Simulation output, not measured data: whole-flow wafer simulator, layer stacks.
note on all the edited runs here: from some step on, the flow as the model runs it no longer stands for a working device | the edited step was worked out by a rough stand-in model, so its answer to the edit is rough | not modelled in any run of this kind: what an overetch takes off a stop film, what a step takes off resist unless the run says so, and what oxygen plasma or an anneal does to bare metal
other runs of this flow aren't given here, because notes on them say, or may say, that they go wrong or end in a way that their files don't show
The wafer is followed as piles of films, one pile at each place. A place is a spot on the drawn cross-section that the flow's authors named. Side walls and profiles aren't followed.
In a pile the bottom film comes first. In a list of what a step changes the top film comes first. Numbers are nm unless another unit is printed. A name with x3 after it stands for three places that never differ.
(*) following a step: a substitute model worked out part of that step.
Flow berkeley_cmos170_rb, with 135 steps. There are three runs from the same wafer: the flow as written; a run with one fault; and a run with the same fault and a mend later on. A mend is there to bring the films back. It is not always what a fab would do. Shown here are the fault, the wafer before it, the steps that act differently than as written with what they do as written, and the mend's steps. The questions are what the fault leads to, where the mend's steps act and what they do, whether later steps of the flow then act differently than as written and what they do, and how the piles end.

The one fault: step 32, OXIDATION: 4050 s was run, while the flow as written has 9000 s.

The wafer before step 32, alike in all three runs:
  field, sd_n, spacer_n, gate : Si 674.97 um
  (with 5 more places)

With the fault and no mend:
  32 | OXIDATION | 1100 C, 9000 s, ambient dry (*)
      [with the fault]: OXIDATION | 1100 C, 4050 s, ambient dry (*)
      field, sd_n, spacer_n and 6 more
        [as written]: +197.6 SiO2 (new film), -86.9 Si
        [with the fault]: +120.9 SiO2 (new film), -53.2 Si
  Steps later in the flow that act otherwise than as written:
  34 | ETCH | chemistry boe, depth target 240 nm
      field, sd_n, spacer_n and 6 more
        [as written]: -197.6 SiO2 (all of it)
        [with the fault]: -120.9 SiO2 (all of it)
  At the end the piles are close to the flow's at the places that both follow, differing by at most 2% or 0.5 nm, whichever is larger.

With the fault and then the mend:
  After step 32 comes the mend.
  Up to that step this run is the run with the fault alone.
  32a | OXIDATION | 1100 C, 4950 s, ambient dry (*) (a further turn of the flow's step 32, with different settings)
      field, sd_n, spacer_n and 6 more
        +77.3 SiO2, -34 Si
  Later steps of the flow that are run all act as written at every place that is followed, up to a difference of at most 2% or 0.5 nm, whichever is larger.
  At the end the piles are close to the flow's at the places that both follow, differing by at most 2% or 0.5 nm, whichever is larger.
